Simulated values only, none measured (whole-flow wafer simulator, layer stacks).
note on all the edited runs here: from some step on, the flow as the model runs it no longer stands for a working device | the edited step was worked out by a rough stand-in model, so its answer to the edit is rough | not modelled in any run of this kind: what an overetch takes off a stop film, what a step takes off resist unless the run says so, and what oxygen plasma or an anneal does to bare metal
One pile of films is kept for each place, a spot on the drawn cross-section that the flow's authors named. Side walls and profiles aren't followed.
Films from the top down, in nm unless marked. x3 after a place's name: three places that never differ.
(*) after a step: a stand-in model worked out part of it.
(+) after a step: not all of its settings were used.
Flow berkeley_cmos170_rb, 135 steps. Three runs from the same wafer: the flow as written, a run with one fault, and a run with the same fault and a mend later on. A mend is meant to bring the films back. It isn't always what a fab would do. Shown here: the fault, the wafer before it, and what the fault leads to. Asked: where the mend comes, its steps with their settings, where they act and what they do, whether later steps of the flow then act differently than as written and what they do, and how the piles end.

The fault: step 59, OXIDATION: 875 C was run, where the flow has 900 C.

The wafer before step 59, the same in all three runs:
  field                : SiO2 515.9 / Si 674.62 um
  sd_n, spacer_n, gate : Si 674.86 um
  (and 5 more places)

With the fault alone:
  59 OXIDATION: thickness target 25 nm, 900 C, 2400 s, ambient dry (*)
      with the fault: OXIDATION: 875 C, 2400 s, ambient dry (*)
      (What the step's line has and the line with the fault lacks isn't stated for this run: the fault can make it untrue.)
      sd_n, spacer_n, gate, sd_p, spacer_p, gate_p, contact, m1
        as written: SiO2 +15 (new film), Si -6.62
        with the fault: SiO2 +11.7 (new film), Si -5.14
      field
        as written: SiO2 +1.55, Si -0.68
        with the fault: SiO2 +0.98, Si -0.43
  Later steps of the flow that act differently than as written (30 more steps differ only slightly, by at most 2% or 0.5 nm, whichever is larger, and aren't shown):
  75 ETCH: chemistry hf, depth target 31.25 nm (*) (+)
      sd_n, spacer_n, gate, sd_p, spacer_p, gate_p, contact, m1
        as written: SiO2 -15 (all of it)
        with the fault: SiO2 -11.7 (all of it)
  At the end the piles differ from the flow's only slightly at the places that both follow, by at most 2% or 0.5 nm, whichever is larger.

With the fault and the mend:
  The mend comes after step 60.
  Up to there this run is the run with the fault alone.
  60a OXIDATION: 900 C, 778 s, ambient dry (*) (the flow's step 59 once more, with other settings)
      sd_n, spacer_n, gate, sd_p, spacer_p, gate_p, contact, m1
        SiO2 +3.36, Si -1.48
      field
        SiO2 +0.5, Si -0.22
  No later step of the flow acts differently than as written, at any place that is followed, by more than 2% or 0.5 nm, whichever is larger.
  At the end the piles differ from the flow's only slightly at the places that both follow, by at most 2% or 0.5 nm, whichever is larger.
